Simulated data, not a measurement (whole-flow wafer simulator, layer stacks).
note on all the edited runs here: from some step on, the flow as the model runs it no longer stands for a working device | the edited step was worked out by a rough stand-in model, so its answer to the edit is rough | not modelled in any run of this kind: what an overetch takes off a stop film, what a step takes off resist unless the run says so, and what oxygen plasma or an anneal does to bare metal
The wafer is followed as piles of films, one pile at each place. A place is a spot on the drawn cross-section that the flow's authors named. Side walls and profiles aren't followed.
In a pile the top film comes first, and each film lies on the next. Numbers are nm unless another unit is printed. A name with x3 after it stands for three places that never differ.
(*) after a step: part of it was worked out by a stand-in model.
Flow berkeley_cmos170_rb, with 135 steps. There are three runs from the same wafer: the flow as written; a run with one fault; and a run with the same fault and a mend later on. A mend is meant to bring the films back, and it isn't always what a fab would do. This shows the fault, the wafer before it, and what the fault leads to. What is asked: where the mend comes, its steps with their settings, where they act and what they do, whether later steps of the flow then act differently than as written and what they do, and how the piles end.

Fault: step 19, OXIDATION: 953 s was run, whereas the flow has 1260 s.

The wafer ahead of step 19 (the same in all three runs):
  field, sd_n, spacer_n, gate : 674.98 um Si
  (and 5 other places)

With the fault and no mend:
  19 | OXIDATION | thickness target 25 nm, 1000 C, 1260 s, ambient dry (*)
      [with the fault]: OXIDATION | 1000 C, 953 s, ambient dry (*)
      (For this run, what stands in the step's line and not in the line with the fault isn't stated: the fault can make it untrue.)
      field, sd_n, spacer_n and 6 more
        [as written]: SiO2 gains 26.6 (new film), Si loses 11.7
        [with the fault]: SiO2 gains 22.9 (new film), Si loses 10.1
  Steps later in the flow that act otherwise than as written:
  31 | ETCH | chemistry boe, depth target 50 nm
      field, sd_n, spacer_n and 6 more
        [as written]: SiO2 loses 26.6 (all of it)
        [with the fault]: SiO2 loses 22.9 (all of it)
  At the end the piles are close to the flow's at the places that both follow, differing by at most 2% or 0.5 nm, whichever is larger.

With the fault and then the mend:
  The mend follows step 20.
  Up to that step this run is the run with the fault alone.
  20a | OXIDATION | 1000 C, 244 s, ambient dry (*) (the flow's step 19, run once more with other settings)
      field, sd_n, spacer_n and 6 more
        SiO2 gains 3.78, Si loses 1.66
  None of the later steps of the flow differs from how it acts as written, at any place that is followed, by more than 2% or 0.5 nm, whichever is larger.
  At the end the piles are close to the flow's at the places that both follow, differing by at most 2% or 0.5 nm, whichever is larger.
